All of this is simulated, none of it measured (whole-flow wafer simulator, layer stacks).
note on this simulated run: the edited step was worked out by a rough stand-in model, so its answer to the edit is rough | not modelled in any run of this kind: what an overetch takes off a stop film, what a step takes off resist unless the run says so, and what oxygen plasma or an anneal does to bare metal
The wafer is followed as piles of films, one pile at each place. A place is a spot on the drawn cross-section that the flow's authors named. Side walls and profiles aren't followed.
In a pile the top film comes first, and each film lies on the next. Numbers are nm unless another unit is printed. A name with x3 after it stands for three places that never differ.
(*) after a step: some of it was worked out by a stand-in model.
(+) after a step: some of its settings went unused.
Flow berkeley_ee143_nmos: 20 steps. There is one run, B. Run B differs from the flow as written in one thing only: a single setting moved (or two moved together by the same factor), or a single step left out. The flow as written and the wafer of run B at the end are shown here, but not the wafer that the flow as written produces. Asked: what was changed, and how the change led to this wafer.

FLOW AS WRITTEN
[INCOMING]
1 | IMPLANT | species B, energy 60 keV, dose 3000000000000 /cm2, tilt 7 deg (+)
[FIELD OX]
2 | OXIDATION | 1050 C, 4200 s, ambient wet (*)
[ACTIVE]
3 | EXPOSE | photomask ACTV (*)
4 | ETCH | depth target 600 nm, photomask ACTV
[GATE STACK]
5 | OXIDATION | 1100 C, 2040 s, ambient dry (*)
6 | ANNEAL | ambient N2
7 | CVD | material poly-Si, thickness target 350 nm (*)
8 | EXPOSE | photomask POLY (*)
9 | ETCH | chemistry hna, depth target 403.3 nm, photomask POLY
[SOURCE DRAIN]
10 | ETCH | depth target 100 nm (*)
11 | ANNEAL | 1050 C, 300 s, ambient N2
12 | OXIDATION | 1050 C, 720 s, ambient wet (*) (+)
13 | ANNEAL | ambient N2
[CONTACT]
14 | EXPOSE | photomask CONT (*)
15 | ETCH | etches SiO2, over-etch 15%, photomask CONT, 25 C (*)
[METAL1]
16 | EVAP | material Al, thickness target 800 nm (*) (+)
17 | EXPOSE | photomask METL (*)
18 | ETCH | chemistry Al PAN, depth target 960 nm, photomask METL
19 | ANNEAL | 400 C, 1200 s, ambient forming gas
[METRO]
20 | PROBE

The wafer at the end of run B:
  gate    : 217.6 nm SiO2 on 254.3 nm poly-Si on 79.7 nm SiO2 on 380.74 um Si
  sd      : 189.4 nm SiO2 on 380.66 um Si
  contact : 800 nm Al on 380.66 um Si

The reason: step 2, OXIDATION: 3465 s was run, though the flow has 4200 s.

The path from the change to this, step by step:
  2 | OXIDATION | 1050 C, 4200 s, ambient wet (*)
      gate, sd, contact, field: +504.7 SiO2 (new film), -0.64 chemical SiO2 (all of it), -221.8 Si (in the flow as written it would be: +566.4 SiO2 (new film), -0.64 chemical SiO2 (all of it), -248.9 Si)
  4 | ETCH | depth target 600 nm, photomask ACTV
      gate, sd, contact: -504.7 SiO2 (all of it) (in the flow as written it would be: -566.4 SiO2 (all of it))
  5 | OXIDATION | 1100 C, 2040 s, ambient dry (*)
      field: +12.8 SiO2, -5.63 Si (in the flow as written it would be: +11.6 SiO2, -5.1 Si)
  12 | OXIDATION | 1050 C, 720 s, ambient wet (*) (+)
      field: +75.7 SiO2, -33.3 Si (in the flow as written it would be: +69.1 SiO2, -30.4 Si)
